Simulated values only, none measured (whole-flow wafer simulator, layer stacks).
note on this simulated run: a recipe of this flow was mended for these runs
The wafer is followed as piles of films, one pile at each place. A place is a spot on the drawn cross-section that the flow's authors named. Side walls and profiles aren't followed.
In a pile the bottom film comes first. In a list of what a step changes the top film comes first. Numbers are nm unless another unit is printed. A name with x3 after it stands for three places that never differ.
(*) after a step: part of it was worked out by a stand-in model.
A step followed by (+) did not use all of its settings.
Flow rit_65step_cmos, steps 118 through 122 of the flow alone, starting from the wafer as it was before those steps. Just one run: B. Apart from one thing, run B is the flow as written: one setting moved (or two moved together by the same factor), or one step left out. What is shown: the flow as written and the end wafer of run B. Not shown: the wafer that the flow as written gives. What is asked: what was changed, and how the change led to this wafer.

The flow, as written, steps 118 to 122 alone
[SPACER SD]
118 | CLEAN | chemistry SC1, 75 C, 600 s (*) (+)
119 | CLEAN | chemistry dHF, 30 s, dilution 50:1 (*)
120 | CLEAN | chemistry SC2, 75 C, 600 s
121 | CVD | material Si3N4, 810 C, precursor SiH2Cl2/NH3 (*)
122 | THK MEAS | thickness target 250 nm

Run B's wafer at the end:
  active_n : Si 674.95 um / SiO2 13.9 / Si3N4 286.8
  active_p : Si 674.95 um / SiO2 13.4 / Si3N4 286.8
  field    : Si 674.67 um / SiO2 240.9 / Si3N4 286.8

What caused this: step 121, CVD: 822 C was run, while the flow as written has 810 C.

How this came from the change, step by step:
  121 | CVD | material Si3N4, 810 C, precursor SiH2Cl2/NH3 (*)
      field, field_pw, field_nw and 11 more: +286.8 Si3N4 (new film) (as written it would have been: +250 Si3N4 (new film))
